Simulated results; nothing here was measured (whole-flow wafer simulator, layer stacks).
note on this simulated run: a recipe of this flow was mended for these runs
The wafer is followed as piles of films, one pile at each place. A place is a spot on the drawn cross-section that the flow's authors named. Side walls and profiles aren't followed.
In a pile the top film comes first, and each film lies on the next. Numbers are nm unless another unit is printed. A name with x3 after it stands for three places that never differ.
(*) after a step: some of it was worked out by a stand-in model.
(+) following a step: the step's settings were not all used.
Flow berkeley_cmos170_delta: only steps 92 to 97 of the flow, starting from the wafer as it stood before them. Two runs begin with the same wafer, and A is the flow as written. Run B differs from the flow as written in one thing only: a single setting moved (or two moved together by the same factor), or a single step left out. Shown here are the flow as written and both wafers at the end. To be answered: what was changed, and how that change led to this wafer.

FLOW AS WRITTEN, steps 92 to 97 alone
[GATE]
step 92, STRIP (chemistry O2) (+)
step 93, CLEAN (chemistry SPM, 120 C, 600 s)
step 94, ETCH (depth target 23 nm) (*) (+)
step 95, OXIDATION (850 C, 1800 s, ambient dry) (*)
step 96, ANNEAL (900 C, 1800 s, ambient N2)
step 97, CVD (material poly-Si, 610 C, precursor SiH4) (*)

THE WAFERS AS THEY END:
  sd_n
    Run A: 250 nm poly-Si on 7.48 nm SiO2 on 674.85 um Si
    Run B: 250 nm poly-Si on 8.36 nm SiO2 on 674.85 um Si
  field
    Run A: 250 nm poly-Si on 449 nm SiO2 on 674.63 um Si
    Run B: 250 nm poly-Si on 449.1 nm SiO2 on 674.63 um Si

What caused this: step 95, OXIDATION: 2160 s was run, though the flow has 1800 s.

How this came from the change, step by step:
  step 95, OXIDATION (850 C, 1800 s, ambient dry) (*)
      sd_n, spacer_n, gate, sd_p, spacer_p x2, contact, m1: A SiO2 gains 7.48 (new film), Si loses 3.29 | B SiO2 gains 8.36 (new film), Si loses 3.68
